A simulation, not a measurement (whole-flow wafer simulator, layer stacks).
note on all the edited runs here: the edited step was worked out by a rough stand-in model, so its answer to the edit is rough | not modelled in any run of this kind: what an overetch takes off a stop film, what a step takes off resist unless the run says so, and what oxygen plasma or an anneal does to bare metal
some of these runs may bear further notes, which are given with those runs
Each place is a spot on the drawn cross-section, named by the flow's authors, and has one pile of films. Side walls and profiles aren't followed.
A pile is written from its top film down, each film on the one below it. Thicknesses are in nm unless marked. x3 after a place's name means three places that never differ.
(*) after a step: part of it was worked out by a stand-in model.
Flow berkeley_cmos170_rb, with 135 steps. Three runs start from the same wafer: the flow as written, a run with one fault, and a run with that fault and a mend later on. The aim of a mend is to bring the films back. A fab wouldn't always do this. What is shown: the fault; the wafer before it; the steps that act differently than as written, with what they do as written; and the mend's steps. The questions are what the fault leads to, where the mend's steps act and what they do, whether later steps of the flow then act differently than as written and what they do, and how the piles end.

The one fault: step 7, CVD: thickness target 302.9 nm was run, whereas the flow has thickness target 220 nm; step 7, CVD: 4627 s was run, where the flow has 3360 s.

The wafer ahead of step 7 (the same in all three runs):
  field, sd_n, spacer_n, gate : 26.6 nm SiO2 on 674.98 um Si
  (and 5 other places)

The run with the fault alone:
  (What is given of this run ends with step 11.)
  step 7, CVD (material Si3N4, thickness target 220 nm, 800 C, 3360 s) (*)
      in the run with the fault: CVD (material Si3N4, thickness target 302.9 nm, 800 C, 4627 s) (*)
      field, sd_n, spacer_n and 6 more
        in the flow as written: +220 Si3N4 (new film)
        in the run with the fault: +302.9 Si3N4 (new film)
  Later steps of the flow up to step 11 that are run all act as written at every place that is followed.
  The piles after step 11 differ from the flow's at field, sd_n, spacer_n and 6 more by more than 2% or 0.5 nm, whichever is larger.
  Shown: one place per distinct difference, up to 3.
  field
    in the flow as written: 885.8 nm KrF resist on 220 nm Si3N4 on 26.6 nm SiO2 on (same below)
    in the run with the fault: 885.8 nm KrF resist on 302.9 nm Si3N4 on 26.6 nm SiO2 on (same below)
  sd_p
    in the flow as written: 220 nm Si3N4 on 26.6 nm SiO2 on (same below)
    in the run with the fault: 302.9 nm Si3N4 on 26.6 nm SiO2 on (same below)

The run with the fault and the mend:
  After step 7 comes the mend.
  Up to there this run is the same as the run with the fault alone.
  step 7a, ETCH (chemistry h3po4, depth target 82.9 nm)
      field, sd_n, spacer_n and 6 more
        -82.9 Si3N4
  Later steps of the flow that are run all act as written at every place that is followed.
  By the end, the piles equal the flow's at every place that both follow.
